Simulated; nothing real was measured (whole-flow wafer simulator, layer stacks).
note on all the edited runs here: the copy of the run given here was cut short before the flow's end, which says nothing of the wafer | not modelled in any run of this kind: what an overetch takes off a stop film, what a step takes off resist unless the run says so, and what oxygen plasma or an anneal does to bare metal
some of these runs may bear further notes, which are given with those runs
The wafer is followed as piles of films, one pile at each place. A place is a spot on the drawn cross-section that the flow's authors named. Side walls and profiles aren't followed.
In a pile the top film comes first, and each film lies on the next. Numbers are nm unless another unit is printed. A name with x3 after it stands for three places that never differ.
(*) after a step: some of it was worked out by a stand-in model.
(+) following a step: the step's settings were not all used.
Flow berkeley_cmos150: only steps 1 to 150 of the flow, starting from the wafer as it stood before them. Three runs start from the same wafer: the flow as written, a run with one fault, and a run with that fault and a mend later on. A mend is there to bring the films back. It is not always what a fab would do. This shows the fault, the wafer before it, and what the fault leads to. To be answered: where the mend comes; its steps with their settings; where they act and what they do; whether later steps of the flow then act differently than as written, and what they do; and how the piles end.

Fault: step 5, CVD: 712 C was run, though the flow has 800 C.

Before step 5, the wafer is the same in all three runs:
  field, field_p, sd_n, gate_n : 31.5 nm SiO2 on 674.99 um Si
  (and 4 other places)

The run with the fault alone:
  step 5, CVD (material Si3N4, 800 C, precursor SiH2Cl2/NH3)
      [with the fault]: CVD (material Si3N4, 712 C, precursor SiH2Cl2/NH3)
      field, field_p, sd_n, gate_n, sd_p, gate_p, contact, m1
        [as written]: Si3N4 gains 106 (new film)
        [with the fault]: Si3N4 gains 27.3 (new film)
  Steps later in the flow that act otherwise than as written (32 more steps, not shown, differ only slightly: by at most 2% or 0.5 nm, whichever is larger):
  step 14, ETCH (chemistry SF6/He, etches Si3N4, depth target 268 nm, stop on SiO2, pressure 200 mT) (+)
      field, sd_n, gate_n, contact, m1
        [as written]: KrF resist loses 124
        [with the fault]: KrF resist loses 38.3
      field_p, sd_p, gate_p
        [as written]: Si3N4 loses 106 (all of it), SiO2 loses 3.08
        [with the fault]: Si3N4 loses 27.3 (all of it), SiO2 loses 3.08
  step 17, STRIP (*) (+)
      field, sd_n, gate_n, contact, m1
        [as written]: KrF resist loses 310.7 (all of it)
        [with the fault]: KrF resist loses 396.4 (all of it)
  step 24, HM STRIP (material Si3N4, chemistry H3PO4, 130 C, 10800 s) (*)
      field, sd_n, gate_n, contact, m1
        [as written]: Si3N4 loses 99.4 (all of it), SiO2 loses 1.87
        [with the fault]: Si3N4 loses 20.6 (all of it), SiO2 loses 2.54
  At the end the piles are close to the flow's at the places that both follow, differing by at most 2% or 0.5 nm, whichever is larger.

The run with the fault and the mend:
  The mend follows step 13.
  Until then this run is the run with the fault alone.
  step 13a, STRIP (*) (+)
      field, sd_n, gate_n, contact, m1
        KrF resist loses 434.7 (all of it)
  step 13b, CLEAN (chemistry SPM, 600 s) (the flow's step 1, run once more)
      alters no film at any place that is followed
  step 13c, CVD (material Si3N4, 800 C, precursor SiH2Cl2/NH3) (the flow's step 5, run once more with other settings, which are not printed)
      field, field_p, sd_n, gate_n, sd_p, gate_p, contact, m1
        Si3N4 gains 78.8
  step 13d, HMDS (the flow's step 7, run once more)
      alters no film at any place that is followed
  step 13e, COAT (KrF resist, thickness 450 nm) (the flow's step 8, run once more)
      field, field_p, sd_n, gate_n, sd_p, gate_p, contact, m1
        KrF resist gains 450 (new film)
  step 13f, SOFTBAKE (KrF resist) (the flow's step 9, run once more)
      alters no film at any place that is followed
  step 13g, EXPOSE (photomask NWELL, dose 30 mJ/cm2, NA 0.5, wavelength 248 nm) (*) (the flow's step 10, run once more)
      alters no film at any place that is followed
  step 13h, PEB (KrF resist, 130 C, 60 s) (the flow's step 11, run once more)
      field, field_p, sd_n, gate_n, sd_p, gate_p, contact, m1
        KrF resist loses 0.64
  step 13i, DEVELOP (KrF resist, thickness 450 nm, developer developer-D-0.26N) (the flow's step 12, run once more)
      field, sd_n, gate_n, contact, m1
        KrF resist loses 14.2
      field_p, sd_p, gate_p
        KrF resist loses 449.4 (all of it)
  step 13j, HARDBAKE (120 C, 1800 s) (the flow's step 13, run once more)
      field, sd_n, gate_n, contact, m1
        KrF resist loses 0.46
  Every later step of the flow that is run acts as written at every place that is followed.
  At every place that both follow, the piles at the end match the flow's.
